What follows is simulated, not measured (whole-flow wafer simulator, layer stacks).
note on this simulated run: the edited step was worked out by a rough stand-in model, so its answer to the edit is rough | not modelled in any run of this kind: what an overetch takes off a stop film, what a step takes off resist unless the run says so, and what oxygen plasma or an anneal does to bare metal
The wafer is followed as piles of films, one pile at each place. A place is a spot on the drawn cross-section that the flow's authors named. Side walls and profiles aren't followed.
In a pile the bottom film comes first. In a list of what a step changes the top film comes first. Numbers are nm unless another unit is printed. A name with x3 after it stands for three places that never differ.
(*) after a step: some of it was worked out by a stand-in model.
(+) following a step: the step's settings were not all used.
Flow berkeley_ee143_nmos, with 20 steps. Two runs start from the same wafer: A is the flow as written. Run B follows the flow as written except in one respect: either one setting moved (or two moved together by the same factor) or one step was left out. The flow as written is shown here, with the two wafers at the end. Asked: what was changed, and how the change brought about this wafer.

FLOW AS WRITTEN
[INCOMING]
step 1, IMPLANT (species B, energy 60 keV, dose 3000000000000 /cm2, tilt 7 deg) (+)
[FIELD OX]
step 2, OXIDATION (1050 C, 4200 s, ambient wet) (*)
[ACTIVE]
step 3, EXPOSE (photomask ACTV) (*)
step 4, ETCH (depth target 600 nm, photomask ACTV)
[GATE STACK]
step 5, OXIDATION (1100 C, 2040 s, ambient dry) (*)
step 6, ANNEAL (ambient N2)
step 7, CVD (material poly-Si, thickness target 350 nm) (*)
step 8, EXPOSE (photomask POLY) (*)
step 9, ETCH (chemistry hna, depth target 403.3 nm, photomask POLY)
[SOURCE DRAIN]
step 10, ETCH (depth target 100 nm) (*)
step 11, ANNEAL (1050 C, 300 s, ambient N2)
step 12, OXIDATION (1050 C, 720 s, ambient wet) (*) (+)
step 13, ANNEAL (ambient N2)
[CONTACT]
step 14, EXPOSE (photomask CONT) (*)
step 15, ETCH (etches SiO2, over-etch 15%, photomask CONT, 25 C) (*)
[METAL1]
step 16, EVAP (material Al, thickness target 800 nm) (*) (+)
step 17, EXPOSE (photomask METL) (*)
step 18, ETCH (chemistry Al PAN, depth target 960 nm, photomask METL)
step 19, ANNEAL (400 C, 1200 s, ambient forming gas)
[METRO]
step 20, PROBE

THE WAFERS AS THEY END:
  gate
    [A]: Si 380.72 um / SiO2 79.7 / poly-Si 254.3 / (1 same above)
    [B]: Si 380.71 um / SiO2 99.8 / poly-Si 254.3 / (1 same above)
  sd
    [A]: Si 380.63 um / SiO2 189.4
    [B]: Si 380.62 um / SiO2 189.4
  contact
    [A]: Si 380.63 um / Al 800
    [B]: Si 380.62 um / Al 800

The reason: step 5, OXIDATION: 2958 s was run, whereas the flow has 2040 s.

How this came from the change, step by step:
  step 5, OXIDATION (1100 C, 2040 s, ambient dry) (*)
      gate, sd, contact: A SiO2 gains 79.7 (new film), Si loses 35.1 | B SiO2 gains 99.8 (new film), Si loses 43.9
      field: A SiO2 gains 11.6, Si loses 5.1 | B SiO2 gains 16.7, Si loses 7.37
  step 10, ETCH (depth target 100 nm) (*)
      sd, contact: A SiO2 loses 79.7 (all of it) | B SiO2 loses 99.8 (all of it)
